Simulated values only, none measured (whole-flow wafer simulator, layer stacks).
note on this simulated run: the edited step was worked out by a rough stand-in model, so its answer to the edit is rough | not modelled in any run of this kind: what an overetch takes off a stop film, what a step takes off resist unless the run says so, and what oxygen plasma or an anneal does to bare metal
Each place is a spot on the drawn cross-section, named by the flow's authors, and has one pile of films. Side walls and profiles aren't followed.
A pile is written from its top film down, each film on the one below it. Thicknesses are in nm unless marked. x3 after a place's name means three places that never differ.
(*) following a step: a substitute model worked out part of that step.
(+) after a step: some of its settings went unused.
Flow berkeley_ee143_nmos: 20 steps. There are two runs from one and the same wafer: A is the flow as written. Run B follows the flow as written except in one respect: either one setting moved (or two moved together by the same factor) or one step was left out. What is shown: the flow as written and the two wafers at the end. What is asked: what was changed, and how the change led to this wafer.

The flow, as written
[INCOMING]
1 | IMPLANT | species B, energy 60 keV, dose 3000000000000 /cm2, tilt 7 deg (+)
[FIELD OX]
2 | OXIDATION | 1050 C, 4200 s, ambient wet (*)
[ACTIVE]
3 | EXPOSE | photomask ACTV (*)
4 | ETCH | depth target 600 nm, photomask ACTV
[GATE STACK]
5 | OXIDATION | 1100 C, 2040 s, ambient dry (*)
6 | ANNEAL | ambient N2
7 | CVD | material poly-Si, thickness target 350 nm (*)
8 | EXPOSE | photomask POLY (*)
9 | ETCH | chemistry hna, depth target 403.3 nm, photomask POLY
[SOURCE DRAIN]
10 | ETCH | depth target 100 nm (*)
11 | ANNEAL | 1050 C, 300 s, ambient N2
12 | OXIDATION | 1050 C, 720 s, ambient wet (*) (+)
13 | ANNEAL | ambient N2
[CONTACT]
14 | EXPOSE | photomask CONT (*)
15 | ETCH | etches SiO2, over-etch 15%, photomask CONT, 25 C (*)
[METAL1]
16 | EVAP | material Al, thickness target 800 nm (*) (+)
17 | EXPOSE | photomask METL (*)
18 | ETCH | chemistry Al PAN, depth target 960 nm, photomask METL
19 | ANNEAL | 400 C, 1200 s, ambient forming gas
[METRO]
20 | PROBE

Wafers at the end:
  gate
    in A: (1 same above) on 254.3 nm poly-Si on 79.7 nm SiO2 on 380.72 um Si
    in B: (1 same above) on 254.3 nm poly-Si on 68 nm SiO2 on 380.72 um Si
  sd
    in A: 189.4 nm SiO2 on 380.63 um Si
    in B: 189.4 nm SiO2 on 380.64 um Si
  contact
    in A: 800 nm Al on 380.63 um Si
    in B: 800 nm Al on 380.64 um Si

What caused this: step 5, OXIDATION: 1563 s was run, while the flow as written has 2040 s.

How this came from the change, step by step:
  5 | OXIDATION | 1100 C, 2040 s, ambient dry (*)
      gate, sd, contact: A +79.7 SiO2 (new film), -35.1 Si | B +68 SiO2 (new film), -29.9 Si
      field: A +11.6 SiO2, -5.1 Si | B +8.91 SiO2, -3.92 Si
  10 | ETCH | depth target 100 nm (*)
      sd, contact: A -79.7 SiO2 (all of it) | B -68 SiO2 (all of it)
